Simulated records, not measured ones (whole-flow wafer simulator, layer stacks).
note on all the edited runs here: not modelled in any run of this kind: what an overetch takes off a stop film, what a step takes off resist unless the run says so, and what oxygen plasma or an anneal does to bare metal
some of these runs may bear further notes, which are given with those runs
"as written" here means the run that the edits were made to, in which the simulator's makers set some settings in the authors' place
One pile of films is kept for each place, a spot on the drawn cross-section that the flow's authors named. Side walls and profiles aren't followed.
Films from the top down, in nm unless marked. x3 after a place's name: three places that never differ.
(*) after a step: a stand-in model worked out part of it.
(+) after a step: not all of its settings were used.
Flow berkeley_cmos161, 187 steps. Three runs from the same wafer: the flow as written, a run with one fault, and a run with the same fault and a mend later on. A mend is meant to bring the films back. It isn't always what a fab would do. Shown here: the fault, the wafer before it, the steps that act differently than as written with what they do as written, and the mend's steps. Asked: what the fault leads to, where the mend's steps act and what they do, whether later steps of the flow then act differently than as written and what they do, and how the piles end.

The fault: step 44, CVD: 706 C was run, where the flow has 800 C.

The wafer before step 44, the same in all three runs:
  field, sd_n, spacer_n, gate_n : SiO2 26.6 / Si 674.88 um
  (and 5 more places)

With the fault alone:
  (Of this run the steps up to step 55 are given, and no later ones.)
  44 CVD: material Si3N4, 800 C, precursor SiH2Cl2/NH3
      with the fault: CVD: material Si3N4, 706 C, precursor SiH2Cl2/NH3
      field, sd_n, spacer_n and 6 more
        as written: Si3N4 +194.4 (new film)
        with the fault: Si3N4 +44.3 (new film)
  Later steps of the flow that act differently than as written:
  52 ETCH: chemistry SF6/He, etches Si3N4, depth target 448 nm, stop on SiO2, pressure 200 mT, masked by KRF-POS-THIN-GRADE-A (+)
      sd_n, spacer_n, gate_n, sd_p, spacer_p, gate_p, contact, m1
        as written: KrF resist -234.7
        with the fault: KrF resist -71.5
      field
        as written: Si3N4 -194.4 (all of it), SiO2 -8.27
        with the fault: Si3N4 -44.3 (all of it), SiO2 -8.27
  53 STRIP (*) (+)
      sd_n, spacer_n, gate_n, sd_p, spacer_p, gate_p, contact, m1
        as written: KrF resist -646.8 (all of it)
        with the fault: KrF resist -809.9 (all of it)
  After step 55 the piles differ from the flow's by more than 2% or 0.5 nm, whichever is larger, at sd_n, spacer_n, gate_n, sd_p, spacer_p, gate_p, contact, m1.
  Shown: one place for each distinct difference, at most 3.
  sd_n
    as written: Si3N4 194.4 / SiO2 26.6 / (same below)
    with the fault: Si3N4 44.3 / SiO2 26.6 / (same below)

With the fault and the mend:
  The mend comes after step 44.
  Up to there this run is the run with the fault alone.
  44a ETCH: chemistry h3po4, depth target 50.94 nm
      field, sd_n, spacer_n and 6 more
        Si3N4 -44.3 (all of it)
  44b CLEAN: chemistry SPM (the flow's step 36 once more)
      changes no film at any place that is followed
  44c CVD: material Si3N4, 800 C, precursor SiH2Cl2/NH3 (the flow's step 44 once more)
      field, sd_n, spacer_n and 6 more
        Si3N4 +194.4 (new film)
  No later step of the flow acts differently than as written at any place that is followed.
  At the end the piles are the same as the flow's at every place that both follow.
